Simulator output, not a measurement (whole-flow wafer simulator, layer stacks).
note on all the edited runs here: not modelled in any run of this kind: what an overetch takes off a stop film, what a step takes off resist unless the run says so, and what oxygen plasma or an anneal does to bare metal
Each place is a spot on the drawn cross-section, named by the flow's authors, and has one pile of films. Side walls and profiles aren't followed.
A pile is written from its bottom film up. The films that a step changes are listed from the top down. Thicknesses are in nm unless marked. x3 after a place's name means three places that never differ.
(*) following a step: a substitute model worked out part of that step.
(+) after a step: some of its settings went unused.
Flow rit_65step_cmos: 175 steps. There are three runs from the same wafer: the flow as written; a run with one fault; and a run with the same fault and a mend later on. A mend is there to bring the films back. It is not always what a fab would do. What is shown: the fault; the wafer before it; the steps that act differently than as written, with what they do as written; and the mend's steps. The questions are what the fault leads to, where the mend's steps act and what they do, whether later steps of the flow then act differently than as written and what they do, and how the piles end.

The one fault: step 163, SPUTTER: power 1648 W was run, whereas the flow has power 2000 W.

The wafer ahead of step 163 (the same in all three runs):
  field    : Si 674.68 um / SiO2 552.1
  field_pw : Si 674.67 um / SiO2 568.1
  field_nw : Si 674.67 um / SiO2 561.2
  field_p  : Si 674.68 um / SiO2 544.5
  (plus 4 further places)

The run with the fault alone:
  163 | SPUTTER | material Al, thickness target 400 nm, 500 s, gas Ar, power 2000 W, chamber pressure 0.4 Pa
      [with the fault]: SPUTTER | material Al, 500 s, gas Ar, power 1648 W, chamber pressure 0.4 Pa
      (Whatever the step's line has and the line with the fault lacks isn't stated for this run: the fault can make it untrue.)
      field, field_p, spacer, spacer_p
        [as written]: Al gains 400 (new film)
        [with the fault]: Al gains 329.6 (new film)
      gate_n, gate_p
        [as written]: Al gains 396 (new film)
        [with the fault]: Al gains 329.6 (new film)
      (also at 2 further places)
  Steps later in the flow that act otherwise than as written (3 more steps, not shown, differ only slightly: by at most 2% or 0.5 nm, whichever is larger):
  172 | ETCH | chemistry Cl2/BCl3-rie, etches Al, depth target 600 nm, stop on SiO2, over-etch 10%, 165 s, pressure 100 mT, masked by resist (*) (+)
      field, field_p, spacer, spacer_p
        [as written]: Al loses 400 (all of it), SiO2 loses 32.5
        [with the fault]: Al loses 329.6 (all of it), SiO2 loses 41.3
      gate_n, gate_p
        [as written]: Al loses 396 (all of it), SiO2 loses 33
        [with the fault]: Al loses 329.6 (all of it), SiO2 loses 41.3
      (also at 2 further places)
  The piles end different from the flow's at gate_n, gate_p, spacer, spacer_p by more than 2% or 0.5 nm, whichever is larger.
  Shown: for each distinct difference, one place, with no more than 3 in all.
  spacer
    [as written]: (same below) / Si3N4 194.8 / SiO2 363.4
    [with the fault]: (same below) / Si3N4 194.8 / SiO2 354.6
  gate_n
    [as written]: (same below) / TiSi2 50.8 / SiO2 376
    [with the fault]: (same below) / TiSi2 50.8 / SiO2 367.7
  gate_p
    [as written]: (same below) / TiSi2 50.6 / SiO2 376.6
    [with the fault]: (same below) / TiSi2 50.6 / SiO2 368.3

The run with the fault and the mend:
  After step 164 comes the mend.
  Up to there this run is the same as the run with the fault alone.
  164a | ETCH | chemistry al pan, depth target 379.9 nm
      field, field_p, gate_n, gate_p, spacer, spacer_p
        Al loses 329.6 (all of it)
      field_pw
        Al loses 328.7 (all of it)
      field_nw
        Al loses 329.3 (all of it)
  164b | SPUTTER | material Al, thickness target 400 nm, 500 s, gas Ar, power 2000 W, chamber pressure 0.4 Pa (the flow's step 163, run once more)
      field, field_pw, field_p, spacer, spacer_p
        Al gains 400 (new film)
      gate_n, gate_p
        Al gains 396 (new film)
      field_nw
        Al gains 397.2 (new film)
  None of the later steps of the flow acts differently than as written at any place that is followed.
  By the end, the piles equal the flow's at every place that both follow.
